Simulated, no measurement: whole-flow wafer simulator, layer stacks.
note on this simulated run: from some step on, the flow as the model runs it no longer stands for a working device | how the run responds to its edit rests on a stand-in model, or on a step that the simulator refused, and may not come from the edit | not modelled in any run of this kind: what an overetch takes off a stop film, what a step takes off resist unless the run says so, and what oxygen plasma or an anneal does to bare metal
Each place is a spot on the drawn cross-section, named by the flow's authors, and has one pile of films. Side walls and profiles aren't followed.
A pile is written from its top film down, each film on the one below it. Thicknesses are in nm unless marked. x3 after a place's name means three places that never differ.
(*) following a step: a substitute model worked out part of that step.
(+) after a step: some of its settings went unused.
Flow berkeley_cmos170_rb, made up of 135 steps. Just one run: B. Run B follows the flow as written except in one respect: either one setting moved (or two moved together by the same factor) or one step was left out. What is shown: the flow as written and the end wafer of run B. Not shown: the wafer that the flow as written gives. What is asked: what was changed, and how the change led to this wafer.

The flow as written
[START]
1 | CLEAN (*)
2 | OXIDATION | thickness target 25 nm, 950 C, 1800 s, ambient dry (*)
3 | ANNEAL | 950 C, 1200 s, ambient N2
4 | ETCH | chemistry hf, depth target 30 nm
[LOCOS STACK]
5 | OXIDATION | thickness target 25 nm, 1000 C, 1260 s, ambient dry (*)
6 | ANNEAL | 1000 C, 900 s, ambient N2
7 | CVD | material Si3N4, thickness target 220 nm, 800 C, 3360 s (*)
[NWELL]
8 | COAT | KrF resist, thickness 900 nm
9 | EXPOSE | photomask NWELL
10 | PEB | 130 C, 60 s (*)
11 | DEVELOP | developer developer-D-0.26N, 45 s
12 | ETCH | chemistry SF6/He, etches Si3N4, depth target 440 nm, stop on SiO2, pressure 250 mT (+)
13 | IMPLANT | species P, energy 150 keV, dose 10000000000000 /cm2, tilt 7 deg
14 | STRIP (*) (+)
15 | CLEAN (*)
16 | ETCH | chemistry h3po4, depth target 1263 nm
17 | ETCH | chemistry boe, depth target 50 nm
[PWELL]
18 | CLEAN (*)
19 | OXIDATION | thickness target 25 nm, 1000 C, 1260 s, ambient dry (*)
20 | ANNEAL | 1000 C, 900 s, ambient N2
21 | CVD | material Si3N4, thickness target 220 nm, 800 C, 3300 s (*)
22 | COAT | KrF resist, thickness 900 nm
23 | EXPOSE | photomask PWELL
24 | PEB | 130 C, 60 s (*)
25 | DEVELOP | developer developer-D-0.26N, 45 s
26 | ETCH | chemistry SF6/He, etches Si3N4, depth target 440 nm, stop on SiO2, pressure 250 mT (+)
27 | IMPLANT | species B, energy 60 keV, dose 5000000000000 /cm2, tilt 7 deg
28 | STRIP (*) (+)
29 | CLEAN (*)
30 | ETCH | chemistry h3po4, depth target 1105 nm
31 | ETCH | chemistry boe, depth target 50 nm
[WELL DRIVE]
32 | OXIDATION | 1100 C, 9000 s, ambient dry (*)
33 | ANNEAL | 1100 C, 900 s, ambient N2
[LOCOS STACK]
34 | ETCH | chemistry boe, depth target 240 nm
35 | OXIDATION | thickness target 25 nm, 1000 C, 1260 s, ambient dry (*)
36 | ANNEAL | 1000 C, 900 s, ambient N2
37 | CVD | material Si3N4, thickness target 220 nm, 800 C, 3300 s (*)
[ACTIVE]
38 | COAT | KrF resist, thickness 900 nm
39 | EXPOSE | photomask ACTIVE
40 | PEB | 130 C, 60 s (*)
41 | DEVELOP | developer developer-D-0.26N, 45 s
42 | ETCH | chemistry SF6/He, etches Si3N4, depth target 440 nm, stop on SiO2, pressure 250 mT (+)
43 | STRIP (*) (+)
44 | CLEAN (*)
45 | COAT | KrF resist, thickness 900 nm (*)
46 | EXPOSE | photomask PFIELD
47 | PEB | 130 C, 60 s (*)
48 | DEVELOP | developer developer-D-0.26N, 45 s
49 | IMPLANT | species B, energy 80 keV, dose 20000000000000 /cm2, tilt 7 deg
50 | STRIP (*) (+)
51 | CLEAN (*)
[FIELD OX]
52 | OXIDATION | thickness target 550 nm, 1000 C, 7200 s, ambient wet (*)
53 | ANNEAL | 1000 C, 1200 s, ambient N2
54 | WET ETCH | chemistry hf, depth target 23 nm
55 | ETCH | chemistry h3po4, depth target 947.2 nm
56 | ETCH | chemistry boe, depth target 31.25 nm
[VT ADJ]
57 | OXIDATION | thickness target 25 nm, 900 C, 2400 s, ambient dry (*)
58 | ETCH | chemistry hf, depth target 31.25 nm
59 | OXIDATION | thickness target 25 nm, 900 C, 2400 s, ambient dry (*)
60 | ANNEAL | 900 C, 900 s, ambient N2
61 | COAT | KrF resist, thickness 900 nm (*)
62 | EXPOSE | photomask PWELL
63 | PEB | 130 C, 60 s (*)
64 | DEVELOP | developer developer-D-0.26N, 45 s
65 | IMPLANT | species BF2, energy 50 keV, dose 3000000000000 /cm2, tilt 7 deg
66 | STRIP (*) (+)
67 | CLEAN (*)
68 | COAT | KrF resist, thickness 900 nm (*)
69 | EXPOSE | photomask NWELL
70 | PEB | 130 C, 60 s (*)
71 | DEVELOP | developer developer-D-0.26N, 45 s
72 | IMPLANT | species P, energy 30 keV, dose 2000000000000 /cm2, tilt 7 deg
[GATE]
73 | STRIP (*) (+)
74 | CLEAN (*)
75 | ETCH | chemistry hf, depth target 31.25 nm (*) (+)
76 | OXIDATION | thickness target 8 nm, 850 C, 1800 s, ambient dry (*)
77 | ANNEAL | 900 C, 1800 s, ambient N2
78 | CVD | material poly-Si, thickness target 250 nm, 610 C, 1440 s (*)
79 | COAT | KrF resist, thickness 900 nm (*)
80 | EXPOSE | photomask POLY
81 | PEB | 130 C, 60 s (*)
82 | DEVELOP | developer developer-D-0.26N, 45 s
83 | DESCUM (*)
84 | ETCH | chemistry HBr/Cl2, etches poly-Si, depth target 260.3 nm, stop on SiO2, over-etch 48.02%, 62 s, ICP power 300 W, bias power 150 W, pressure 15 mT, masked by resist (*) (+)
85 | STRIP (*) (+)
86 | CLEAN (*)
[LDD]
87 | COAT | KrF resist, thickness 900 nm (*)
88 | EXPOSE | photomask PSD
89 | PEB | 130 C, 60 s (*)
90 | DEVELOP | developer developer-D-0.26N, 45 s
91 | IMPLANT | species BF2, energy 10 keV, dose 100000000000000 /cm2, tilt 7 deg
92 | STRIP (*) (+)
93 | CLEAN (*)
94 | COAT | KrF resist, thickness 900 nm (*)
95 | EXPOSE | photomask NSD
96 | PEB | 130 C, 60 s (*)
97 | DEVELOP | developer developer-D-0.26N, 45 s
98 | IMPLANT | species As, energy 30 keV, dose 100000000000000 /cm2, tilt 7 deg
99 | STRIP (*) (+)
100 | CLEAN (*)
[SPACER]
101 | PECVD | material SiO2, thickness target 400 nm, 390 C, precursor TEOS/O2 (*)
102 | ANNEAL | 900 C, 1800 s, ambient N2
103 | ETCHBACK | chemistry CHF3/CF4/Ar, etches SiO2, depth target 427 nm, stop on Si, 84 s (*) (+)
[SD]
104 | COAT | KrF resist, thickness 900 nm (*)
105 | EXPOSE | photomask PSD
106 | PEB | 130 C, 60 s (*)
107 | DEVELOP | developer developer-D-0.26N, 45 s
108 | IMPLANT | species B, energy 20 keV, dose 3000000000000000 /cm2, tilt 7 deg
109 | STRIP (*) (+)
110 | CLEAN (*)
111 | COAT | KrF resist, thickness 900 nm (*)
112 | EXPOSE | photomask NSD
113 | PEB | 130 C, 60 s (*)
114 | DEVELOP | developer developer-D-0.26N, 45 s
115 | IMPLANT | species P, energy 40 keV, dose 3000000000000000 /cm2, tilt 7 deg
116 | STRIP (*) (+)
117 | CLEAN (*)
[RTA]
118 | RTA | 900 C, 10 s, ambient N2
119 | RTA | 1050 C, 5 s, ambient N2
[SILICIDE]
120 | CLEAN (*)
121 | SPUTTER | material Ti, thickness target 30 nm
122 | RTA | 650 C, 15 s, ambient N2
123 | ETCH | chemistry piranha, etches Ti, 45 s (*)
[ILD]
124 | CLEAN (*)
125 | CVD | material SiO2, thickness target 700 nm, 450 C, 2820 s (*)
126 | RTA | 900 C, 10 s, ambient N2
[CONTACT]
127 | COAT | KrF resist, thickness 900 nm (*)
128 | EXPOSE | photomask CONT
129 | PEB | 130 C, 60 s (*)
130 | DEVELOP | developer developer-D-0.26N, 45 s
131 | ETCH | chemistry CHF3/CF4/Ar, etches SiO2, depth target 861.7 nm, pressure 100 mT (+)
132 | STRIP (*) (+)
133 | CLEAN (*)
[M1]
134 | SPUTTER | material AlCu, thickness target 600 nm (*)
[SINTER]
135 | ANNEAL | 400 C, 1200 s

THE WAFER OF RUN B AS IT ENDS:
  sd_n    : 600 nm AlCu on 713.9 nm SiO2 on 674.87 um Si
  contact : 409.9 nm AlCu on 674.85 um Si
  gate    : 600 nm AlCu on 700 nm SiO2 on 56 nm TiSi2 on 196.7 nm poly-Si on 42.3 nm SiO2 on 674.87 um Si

Cause: step 34, ETCH: depth target 90 nm was run, whereas the flow has depth target 240 nm.

The path from the change to this, step by step:
  34 | ETCH | chemistry boe, depth target 240 nm
      field, sd_n, spacer_n and 6 more: SiO2 loses 90 (as written it would have been: SiO2 loses 197.6 (all of it))
  35 | OXIDATION | thickness target 25 nm, 1000 C, 1260 s, ambient dry (*)
      field, sd_n, spacer_n and 6 more: SiO2 gains 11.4, Si loses 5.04 (as written it would have been: SiO2 gains 26.6 (new film), Si loses 11.7)
  52 | OXIDATION | thickness target 550 nm, 1000 C, 7200 s, ambient wet (*)
      gate, sd_p: SiO2 gains 12.9 (new film), Si3N4 loses 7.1 (as written it would have been: SiO2 gains 12.9 (new film), Si3N4 loses 7.1, SiO2 gains 0.08, Si loses 0.08)
      sd_n: SiO2 gains 12.9 (new film), Si3N4 loses 7.1 (as written it would have been: SiO2 gains 12.9 (new film), Si3N4 loses 7.1, SiO2 gains 2.22, Si loses 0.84)
      (as well as at 2 more places)
  56 | ETCH | chemistry boe, depth target 31.25 nm
      spacer_n, gate, sd_p, spacer_p, gate_p, contact: SiO2 loses 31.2 (as written it would have been: SiO2 loses 26.6 (all of it))
      sd_n: SiO2 loses 31.2 (as written it would have been: SiO2 loses 28.8 (all of it))
      (as well as at 1 more place)
  57 | OXIDATION | thickness target 25 nm, 900 C, 2400 s, ambient dry (*)
      sd_n, spacer_n, gate, sd_p, spacer_p, gate_p, contact, m1: SiO2 gains 7, Si loses 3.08 (as written it would have been: SiO2 gains 15 (new film), Si loses 6.62)
  58 | ETCH | chemistry hf, depth target 31.25 nm
      sd_n, spacer_n, gate, sd_p, spacer_p, gate_p, contact, m1: SiO2 loses 31.3 (as written it would have been: SiO2 loses 15 (all of it))
  59 | OXIDATION | thickness target 25 nm, 900 C, 2400 s, ambient dry (*)
      sd_n, spacer_n, gate, sd_p, spacer_p, gate_p, contact, m1: SiO2 gains 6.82, Si loses 3 (as written it would have been: SiO2 gains 15 (new film), Si loses 6.62)
  75 | ETCH | chemistry hf, depth target 31.25 nm (*) (+)
      sd_n, spacer_n, gate, sd_p, spacer_p, gate_p, contact, m1: SiO2 loses 31.2 (as written it would have been: SiO2 loses 15 (all of it))
  76 | OXIDATION | thickness target 8 nm, 850 C, 1800 s, ambient dry (*)
      sd_n, spacer_n, gate, sd_p, spacer_p, gate_p, contact, m1: SiO2 gains 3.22, Si loses 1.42 (as written it would have been: SiO2 gains 7.53 (new film), Si loses 3.31)
  103 | ETCHBACK | chemistry CHF3/CF4/Ar, etches SiO2, depth target 427 nm, stop on Si, 84 s (*) (+)
      sd_n, contact, m1: SiO2 loses 427 (as written it would have been: SiO2 loses 406.1 (all of it))
      sd_p: SiO2 loses 421 (all of it) (as written it would have been: SiO2 loses 388.4 (all of it))
  104 | COAT | KrF resist, thickness 900 nm (*)
      sd_n: KrF resist gains 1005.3 (new film) (as written it would have been: KrF resist gains 982.1 (new film))
      sd_p: KrF resist gains 1023.7 (new film) (as written it would have been: KrF resist gains 990.7 (new film))
  107 | DEVELOP | developer developer-D-0.26N, 45 s
      sd_p: KrF resist loses 1023.7 (all of it) (as written it would have been: KrF resist loses 990.7 (all of it))
  109 | STRIP (*) (+)
      sd_n: KrF resist loses 991.1 (all of it) (as written it would have been: KrF resist loses 967.9 (all of it))
  111 | COAT | KrF resist, thickness 900 nm (*)
      sd_n: KrF resist gains 1005.3 (new film) (as written it would have been: KrF resist gains 982.1 (new film))
      sd_p: KrF resist gains 1023.7 (new film) (as written it would have been: KrF resist gains 990.7 (new film))
  114 | DEVELOP | developer developer-D-0.26N, 45 s
      sd_n: KrF resist loses 1005.3 (all of it) (as written it would have been: KrF resist loses 982.1 (all of it))
  116 | STRIP (*) (+)
      sd_p: KrF resist loses 1009.5 (all of it) (as written it would have been: KrF resist loses 976.5 (all of it))
  ... 8 further steps ...
  134 | SPUTTER | material AlCu, thickness target 600 nm (*)
      sd_p: AlCu gains 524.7 (new film) (as written it would have been: AlCu gains 545.9 (new film))
